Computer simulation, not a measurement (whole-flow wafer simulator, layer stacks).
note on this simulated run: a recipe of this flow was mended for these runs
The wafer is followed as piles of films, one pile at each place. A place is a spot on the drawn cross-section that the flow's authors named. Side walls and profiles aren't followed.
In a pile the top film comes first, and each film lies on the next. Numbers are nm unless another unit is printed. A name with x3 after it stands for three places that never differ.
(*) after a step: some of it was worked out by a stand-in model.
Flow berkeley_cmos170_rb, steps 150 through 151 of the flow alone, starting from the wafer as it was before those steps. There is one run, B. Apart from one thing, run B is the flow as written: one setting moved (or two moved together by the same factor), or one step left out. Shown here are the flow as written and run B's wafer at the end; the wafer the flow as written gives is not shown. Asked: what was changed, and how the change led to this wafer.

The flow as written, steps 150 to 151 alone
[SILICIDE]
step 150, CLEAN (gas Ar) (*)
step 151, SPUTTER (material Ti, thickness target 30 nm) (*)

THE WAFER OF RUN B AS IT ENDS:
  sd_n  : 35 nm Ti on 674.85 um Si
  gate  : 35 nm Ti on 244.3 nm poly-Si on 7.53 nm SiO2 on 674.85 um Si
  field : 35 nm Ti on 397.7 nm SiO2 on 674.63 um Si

Cause: step 151, SPUTTER: thickness target 35 nm was run, though the flow has thickness target 30 nm.
The wafer itself shows it: sd_n has Ti 35, and step 151 as written asks for 30 nm.

The path from the change to this, step by step:
  step 151, SPUTTER (material Ti, thickness target 30 nm) (*)
      field, sd_n, spacer_n, gate, spacer_p, gate_p, contact, m1: +35 Ti (new film) (in the flow as written it would be: +30 Ti (new film))
      sd_p: +32.6 Ti (new film) (in the flow as written it would be: +27.9 Ti (new film))
